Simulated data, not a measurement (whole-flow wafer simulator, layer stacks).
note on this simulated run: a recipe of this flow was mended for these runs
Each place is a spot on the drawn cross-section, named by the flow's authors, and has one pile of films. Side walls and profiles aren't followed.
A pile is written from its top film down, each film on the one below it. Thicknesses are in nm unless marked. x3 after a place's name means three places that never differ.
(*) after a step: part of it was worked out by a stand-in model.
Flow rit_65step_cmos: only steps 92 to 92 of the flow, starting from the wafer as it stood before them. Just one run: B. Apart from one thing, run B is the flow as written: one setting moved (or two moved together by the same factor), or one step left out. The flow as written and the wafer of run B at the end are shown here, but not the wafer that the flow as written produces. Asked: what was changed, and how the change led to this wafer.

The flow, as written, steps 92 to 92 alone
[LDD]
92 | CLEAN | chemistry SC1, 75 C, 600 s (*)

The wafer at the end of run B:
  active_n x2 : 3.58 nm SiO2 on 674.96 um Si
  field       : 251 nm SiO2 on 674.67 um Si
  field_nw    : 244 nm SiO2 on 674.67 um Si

Cause: step 92, CLEAN: 60 C was run, whereas the flow has 75 C.

How this came from the change, step by step:
  92 | CLEAN | chemistry SC1, 75 C, 600 s (*)
      field, field_pw, field_nw, field_p, active_n x2, spacer x6: SiO2 loses 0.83 (as written it would have been: SiO2 loses 2.05)
      gate_n x2: chemical SiO2 loses 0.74, poly-Si loses 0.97 (as written it would have been: chemical SiO2 loses 0.74, poly-Si loses 3.77)
